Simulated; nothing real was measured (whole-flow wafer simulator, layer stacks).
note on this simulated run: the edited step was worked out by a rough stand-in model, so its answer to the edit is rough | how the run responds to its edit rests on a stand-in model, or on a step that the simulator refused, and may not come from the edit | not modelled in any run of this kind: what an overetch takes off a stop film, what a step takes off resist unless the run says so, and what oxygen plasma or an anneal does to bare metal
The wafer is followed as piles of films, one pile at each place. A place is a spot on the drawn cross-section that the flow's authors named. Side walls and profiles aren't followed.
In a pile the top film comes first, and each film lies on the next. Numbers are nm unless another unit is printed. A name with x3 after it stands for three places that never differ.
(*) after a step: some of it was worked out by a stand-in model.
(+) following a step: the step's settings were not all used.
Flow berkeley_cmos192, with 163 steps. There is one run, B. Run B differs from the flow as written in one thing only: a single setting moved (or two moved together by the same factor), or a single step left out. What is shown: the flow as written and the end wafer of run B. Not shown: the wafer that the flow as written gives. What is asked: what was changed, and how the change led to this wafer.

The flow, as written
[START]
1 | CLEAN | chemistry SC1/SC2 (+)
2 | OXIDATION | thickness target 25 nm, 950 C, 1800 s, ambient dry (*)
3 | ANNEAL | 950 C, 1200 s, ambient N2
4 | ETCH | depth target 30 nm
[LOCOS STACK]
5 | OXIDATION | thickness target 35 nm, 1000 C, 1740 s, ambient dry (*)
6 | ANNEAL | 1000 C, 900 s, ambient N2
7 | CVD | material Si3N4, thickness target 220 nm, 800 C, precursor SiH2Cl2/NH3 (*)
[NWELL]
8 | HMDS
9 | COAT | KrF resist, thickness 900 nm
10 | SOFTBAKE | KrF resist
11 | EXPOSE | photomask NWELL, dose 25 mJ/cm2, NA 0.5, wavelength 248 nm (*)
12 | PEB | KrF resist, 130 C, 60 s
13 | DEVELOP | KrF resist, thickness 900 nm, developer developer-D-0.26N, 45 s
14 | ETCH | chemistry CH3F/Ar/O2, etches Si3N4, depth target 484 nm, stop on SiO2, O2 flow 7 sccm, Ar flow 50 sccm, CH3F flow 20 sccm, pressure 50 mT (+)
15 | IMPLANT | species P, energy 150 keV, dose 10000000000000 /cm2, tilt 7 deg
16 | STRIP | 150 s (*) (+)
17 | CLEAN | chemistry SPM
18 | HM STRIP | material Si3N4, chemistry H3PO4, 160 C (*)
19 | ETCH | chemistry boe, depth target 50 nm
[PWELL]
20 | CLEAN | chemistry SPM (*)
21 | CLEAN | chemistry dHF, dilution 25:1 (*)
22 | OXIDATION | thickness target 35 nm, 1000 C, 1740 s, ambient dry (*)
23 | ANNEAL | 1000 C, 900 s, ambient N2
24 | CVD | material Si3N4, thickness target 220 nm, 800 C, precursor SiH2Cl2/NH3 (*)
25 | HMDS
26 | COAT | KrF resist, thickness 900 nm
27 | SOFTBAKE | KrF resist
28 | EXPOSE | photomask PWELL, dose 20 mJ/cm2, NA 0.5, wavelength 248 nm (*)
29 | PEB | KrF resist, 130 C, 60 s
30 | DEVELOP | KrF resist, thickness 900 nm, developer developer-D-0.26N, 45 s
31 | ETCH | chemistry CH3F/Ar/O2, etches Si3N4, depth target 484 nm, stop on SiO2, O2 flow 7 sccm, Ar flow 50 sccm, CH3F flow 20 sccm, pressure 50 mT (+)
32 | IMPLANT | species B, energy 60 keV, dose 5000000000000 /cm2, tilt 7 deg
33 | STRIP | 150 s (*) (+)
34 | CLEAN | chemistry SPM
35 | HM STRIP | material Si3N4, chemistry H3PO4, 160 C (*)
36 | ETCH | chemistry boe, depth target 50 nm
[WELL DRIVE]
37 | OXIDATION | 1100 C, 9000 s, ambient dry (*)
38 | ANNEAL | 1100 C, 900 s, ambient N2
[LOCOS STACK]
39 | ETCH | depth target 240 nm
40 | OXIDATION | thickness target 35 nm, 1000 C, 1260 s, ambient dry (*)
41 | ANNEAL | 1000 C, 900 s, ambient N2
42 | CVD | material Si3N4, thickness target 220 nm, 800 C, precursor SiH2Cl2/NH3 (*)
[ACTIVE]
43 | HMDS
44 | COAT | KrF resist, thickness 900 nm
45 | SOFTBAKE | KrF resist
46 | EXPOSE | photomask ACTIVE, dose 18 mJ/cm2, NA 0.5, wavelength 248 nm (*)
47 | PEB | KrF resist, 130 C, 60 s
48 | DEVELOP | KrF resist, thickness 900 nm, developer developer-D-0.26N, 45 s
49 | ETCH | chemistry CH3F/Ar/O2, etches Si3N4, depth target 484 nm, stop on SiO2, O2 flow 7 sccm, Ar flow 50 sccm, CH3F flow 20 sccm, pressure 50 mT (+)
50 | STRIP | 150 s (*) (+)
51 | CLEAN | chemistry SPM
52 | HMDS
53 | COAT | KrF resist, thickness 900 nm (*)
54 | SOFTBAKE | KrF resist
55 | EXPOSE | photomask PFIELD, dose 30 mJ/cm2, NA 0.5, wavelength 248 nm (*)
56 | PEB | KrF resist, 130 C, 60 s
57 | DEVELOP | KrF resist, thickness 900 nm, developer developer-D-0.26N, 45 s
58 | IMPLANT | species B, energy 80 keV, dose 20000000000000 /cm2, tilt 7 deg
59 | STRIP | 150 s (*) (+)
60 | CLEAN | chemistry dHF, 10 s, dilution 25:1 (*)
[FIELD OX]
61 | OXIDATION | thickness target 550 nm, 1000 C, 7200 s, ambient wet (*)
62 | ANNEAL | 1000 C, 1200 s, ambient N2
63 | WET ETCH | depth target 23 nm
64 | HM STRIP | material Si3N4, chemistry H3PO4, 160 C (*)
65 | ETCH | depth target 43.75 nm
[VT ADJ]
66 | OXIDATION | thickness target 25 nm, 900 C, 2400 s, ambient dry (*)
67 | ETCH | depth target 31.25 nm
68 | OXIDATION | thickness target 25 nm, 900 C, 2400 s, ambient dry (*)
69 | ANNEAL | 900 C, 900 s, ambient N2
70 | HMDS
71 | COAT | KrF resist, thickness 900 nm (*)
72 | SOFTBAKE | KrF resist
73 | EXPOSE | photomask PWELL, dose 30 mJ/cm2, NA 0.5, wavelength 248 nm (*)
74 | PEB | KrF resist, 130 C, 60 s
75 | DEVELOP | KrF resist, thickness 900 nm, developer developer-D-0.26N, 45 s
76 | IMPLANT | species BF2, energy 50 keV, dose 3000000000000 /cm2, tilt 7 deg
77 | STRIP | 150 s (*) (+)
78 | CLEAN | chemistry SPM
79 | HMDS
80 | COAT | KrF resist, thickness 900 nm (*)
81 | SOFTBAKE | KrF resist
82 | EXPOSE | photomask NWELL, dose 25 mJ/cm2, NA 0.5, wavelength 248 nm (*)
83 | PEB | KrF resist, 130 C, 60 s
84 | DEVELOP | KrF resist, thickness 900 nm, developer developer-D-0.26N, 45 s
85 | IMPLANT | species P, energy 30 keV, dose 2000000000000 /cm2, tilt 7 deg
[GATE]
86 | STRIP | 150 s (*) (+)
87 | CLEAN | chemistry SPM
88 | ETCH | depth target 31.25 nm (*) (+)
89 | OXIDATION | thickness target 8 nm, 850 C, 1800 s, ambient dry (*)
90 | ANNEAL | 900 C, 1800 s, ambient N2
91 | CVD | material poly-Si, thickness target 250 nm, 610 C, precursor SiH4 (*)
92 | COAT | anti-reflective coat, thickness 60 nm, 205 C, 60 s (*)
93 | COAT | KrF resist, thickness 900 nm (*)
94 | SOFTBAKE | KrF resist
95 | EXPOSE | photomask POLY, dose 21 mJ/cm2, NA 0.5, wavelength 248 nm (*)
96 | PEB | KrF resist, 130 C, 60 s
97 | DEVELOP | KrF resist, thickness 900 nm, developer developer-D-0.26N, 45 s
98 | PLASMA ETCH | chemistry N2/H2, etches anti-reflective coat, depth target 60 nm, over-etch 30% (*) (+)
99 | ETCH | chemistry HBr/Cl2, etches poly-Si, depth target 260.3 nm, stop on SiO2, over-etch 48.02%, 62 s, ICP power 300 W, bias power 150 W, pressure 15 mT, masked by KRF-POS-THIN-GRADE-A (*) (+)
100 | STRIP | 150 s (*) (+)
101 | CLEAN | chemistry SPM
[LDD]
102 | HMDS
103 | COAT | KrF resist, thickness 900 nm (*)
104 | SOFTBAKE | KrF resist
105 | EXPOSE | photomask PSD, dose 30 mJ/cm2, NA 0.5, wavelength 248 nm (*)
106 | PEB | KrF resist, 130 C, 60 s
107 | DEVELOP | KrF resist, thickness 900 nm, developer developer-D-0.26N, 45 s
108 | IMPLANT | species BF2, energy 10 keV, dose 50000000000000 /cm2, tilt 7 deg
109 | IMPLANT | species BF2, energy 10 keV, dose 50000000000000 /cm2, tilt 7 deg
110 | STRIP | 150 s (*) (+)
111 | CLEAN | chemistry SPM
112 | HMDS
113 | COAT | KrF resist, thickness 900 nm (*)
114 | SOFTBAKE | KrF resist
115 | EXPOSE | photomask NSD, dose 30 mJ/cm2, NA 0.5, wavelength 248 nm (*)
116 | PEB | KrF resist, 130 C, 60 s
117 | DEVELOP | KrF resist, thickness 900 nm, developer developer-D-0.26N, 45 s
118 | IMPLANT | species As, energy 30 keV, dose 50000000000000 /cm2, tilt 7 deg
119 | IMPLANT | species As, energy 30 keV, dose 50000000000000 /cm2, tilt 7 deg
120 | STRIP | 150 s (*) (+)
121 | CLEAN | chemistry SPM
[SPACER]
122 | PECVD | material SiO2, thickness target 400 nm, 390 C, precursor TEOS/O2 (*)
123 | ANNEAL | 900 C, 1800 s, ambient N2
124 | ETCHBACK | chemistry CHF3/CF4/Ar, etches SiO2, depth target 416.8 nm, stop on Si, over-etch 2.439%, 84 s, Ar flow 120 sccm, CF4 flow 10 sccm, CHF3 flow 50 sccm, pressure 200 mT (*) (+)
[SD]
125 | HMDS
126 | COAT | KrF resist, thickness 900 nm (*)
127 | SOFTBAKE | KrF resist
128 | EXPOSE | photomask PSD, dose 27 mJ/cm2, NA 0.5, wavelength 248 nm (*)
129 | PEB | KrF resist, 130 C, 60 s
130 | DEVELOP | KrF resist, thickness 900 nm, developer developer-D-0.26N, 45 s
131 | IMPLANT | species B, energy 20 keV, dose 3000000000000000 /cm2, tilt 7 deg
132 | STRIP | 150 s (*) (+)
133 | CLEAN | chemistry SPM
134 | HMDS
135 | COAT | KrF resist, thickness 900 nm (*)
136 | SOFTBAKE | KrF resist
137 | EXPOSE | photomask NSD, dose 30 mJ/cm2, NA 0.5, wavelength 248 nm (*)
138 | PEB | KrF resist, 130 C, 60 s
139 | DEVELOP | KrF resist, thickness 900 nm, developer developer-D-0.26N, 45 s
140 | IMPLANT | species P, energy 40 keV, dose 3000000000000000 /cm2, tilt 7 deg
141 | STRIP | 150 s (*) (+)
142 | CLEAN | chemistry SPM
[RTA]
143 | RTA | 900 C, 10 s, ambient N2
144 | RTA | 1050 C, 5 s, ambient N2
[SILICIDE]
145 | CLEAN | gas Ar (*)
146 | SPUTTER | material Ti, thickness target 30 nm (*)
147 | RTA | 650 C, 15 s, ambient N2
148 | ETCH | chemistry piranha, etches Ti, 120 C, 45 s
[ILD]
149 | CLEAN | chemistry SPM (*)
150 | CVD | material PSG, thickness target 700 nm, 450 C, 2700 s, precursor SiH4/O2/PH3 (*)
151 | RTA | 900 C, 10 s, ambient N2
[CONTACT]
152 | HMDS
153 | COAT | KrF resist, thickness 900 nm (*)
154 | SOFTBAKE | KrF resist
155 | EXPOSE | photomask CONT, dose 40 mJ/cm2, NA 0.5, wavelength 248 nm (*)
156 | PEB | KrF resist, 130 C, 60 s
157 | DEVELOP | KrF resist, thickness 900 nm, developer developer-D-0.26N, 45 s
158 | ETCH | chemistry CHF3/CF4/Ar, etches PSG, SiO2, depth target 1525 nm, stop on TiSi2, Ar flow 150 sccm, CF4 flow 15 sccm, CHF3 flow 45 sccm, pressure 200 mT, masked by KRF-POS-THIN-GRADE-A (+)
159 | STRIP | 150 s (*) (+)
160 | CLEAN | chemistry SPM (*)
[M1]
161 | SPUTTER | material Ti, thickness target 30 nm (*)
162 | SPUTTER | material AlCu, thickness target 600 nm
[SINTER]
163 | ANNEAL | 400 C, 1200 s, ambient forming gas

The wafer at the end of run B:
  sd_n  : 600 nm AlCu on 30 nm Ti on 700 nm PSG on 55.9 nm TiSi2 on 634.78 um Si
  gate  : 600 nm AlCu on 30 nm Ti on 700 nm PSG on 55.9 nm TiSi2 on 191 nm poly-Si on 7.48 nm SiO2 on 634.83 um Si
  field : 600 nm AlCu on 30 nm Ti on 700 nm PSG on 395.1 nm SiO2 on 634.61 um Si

What caused this: step 5, OXIDATION: 1100 C was run, while the flow as written has 1000 C.

The path from the change to this, step by step:
  5 | OXIDATION | thickness target 35 nm, 1000 C, 1740 s, ambient dry (*)
      field, sd_n, spacer_n and 6 more: SiO2 gains 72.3 (new film), Si loses 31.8 (as written it would have been: SiO2 gains 31.6 (new film), Si loses 13.9)
  19 | ETCH | chemistry boe, depth target 50 nm
      field, sd_n, spacer_n, gate, contact, m1: SiO2 loses 50 (as written it would have been: SiO2 loses 29.6 (all of it))
      sd_p, spacer_p, gate_p: SiO2 loses 50 (as written it would have been: SiO2 loses 18.5 (all of it))
  20 | CLEAN | chemistry SPM (*)
      field, sd_n, spacer_n and 6 more: nothing (as written it would have been: chemical SiO2 gains 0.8 (new film), Si loses 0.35)
  21 | CLEAN | chemistry dHF, dilution 25:1 (*)
      field, sd_n, spacer_n, gate, contact, m1: SiO2 loses 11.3 (as written it would have been: chemical SiO2 loses 0.8 (all of it))
      sd_p, spacer_p, gate_p: SiO2 loses 9.21 (all of it) (as written it would have been: chemical SiO2 loses 0.8 (all of it))
  22 | OXIDATION | thickness target 35 nm, 1000 C, 1740 s, ambient dry (*)
      field, sd_n, spacer_n, gate, contact, m1: SiO2 gains 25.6, Si loses 11.3 (as written it would have been: SiO2 gains 31.6 (new film), Si loses 13.9)
  36 | ETCH | chemistry boe, depth target 50 nm
      field, sd_n, spacer_n, gate, contact: SiO2 loses 21.5 (all of it) (as written it would have been: SiO2 loses 18.5 (all of it))
      m1: SiO2 loses 32.5 (all of it) (as written it would have been: SiO2 loses 29.6 (all of it))
  61 | OXIDATION | thickness target 550 nm, 1000 C, 7200 s, ambient wet (*)
      sd_p: SiO2 gains 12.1 (new film), Si3N4 loses 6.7 (as written it would have been: SiO2 gains 12.1 (new film), Si3N4 loses 6.7, SiO2 gains 0.06, Si loses 0.06)
